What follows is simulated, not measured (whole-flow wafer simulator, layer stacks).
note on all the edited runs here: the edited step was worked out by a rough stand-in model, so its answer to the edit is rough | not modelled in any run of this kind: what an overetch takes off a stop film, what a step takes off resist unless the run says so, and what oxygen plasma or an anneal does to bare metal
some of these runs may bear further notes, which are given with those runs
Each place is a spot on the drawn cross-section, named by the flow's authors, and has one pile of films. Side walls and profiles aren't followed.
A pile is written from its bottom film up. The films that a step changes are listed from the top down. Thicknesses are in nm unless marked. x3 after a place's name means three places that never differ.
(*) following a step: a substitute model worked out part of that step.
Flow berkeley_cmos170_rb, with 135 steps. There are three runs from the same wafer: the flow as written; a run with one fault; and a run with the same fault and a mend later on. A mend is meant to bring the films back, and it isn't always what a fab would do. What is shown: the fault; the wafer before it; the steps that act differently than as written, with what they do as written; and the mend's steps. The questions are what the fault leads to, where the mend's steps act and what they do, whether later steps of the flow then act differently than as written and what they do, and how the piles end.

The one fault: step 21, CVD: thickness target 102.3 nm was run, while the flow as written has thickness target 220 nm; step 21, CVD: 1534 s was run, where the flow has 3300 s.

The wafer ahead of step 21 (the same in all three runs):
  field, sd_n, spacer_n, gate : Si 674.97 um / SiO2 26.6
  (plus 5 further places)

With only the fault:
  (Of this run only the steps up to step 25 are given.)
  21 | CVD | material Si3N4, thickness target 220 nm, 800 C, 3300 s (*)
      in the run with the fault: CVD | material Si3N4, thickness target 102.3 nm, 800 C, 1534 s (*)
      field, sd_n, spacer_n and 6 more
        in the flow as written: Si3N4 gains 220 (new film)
        in the run with the fault: Si3N4 gains 102.3 (new film)
  Every later step of the flow up to step 25 that is run acts as written at every place that is followed.
  After step 25, at field, sd_n, spacer_n and 6 more, the piles differ from the flow's by more than 2% or 0.5 nm, whichever is larger.
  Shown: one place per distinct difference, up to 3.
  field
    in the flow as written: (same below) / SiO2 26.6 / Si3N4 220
    in the run with the fault: (same below) / SiO2 26.6 / Si3N4 102.3
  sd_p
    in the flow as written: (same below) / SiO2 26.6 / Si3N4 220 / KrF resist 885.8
    in the run with the fault: (same below) / SiO2 26.6 / Si3N4 102.3 / KrF resist 885.8

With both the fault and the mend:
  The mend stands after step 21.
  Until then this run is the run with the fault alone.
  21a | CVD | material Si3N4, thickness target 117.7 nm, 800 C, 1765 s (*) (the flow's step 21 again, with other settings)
      field, sd_n, spacer_n and 6 more
        Si3N4 gains 117.7
  Every later step of the flow that is run acts as written at every place that is followed.
  The piles end the same as the flow's at every place that both follow.
